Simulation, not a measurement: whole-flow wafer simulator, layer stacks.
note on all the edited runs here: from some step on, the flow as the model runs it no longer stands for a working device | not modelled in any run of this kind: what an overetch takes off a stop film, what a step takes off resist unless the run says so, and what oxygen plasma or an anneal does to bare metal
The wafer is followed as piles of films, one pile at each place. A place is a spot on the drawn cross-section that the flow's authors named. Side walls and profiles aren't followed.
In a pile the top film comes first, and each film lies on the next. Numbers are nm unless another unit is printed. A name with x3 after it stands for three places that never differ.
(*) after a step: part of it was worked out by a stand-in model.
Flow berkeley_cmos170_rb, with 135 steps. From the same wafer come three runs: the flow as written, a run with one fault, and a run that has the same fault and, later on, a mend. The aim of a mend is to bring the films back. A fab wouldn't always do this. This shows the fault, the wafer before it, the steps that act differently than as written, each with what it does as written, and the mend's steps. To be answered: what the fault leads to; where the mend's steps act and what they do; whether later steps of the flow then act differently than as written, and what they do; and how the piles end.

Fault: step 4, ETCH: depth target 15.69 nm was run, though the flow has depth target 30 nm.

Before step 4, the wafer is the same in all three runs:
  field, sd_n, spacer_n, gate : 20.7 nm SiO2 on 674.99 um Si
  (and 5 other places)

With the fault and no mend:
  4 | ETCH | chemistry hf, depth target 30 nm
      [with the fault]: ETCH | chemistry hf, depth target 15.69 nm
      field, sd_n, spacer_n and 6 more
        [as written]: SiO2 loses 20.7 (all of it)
        [with the fault]: SiO2 loses 15.7
  Steps later in the flow that act otherwise than as written:
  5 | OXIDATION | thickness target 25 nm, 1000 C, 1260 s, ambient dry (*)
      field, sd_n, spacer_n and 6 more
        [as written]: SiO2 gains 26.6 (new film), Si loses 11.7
        [with the fault]: SiO2 gains 22.7, Si loses 10
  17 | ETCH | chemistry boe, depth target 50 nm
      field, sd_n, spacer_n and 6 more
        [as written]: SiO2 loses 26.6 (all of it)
        [with the fault]: SiO2 loses 27.7 (all of it)
  At the end the piles are close to the flow's at the places that both follow, differing by at most 2% or 0.5 nm, whichever is larger.

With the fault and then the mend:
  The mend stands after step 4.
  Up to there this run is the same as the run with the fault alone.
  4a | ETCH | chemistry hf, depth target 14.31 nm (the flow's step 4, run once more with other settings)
      field, sd_n, spacer_n and 6 more
        SiO2 loses 5 (all of it)
  None of the later steps of the flow acts differently than as written at any place that is followed.
  The piles end the same as the flow's at every place that both follow.
